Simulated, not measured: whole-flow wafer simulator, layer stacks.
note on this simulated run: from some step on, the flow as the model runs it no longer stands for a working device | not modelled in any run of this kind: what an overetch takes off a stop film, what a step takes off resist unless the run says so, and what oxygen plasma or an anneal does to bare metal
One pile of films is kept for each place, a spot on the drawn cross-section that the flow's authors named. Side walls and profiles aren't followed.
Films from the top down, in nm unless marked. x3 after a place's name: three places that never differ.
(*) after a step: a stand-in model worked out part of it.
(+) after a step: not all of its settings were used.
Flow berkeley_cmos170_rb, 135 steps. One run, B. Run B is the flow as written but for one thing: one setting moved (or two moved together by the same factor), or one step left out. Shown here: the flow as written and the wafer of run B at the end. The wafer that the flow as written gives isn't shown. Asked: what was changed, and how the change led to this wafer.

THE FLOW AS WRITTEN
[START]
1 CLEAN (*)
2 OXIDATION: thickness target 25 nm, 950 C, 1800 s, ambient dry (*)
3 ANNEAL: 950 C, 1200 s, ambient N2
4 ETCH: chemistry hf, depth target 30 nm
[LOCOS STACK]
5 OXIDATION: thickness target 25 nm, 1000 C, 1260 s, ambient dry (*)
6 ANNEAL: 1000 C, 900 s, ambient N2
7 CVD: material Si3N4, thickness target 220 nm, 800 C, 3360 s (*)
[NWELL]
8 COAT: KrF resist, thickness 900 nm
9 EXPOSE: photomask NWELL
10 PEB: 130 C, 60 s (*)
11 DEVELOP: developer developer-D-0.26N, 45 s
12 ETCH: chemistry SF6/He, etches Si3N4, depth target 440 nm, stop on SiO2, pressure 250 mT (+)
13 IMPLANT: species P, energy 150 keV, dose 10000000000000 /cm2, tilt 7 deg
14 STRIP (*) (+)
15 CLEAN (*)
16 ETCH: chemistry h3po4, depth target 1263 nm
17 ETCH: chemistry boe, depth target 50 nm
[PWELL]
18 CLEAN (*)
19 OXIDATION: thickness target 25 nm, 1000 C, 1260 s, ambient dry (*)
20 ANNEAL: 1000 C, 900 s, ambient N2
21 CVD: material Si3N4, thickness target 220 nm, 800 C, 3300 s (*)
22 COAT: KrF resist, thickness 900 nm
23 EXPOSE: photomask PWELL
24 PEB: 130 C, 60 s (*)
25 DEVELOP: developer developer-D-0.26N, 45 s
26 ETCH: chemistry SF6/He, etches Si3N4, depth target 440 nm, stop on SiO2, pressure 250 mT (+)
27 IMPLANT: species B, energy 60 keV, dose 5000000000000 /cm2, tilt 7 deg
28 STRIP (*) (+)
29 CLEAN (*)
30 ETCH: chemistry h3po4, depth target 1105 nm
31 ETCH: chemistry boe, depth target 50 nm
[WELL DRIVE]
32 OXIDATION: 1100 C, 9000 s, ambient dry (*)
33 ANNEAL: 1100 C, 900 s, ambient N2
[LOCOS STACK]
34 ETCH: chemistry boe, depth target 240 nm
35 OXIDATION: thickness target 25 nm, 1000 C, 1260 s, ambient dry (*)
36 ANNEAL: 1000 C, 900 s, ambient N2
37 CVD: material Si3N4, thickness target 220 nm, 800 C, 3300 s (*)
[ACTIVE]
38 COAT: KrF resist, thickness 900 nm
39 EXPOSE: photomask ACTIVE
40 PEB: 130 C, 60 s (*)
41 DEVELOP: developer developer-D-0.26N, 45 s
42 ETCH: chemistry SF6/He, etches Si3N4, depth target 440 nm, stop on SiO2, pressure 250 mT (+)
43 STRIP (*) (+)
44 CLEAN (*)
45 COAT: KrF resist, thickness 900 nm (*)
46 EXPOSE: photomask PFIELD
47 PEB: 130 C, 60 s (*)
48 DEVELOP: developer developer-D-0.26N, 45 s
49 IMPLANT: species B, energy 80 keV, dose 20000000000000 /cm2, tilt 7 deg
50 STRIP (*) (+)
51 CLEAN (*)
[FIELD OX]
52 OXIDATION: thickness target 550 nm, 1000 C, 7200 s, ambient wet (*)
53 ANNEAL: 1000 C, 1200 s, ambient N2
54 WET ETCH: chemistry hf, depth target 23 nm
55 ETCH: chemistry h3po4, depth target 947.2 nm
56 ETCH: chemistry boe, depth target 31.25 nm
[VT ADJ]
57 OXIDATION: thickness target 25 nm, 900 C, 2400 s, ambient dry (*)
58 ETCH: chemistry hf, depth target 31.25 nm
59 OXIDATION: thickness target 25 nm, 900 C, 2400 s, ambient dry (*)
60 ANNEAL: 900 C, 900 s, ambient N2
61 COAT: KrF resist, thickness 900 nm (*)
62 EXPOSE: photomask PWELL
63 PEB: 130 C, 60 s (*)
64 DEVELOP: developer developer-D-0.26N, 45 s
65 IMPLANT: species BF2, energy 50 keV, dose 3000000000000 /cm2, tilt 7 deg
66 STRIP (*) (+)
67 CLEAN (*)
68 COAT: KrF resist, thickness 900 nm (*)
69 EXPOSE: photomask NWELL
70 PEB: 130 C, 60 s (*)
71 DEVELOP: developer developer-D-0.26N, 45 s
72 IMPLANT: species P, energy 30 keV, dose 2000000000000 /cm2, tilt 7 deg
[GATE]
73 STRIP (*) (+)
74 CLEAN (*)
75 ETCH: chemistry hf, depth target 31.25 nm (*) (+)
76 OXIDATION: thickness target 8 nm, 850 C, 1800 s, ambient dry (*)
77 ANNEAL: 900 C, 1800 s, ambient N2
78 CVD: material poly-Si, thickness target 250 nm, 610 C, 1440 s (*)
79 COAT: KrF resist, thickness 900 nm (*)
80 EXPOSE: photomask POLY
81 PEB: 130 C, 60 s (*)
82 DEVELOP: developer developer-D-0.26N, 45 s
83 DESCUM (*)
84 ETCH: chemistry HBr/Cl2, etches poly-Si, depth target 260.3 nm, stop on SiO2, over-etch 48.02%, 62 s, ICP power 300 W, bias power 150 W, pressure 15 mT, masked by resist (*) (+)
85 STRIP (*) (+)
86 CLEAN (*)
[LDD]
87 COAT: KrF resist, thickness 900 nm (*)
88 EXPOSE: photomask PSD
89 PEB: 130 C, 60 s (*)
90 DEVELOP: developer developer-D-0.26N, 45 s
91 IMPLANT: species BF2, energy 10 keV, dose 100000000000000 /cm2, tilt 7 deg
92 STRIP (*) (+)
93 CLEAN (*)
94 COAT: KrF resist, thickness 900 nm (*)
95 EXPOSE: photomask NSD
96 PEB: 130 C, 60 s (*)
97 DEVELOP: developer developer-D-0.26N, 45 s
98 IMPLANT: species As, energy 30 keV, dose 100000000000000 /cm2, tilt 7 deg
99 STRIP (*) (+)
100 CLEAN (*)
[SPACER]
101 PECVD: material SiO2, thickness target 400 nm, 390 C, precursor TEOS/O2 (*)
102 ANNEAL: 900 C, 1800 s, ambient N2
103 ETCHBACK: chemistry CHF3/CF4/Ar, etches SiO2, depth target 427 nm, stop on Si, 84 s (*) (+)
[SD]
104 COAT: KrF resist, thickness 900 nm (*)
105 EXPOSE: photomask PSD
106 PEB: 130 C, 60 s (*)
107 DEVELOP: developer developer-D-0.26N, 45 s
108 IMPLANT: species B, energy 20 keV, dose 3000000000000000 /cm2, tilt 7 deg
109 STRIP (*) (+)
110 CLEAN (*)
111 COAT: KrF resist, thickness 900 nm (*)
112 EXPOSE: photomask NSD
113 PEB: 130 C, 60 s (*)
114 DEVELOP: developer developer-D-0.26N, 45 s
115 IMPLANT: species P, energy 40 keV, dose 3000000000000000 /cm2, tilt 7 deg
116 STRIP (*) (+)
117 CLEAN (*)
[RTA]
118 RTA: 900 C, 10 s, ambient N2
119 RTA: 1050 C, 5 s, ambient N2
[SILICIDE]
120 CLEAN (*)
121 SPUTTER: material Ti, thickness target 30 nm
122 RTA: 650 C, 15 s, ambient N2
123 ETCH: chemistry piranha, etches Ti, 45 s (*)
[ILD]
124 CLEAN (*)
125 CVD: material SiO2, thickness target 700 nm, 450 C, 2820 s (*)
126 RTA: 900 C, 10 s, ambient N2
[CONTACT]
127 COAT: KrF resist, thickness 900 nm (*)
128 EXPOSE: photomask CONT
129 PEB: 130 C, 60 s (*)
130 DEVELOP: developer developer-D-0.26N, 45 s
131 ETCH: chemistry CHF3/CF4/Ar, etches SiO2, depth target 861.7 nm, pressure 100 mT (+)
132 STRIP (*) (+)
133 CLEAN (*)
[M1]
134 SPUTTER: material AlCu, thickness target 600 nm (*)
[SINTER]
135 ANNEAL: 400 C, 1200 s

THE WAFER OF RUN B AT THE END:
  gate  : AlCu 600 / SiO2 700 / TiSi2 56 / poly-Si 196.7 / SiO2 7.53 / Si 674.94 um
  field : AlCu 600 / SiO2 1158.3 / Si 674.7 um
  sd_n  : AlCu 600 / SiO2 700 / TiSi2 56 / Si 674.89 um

The cause: step 32, OXIDATION: 1100 C, 9000 s, ambient dry (*), was left out.

How the change led to this, step by step:
  34 ETCH: chemistry boe, depth target 240 nm
      field, sd_n, spacer_n and 6 more: nothing (as written it would be: SiO2 -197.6 (all of it))
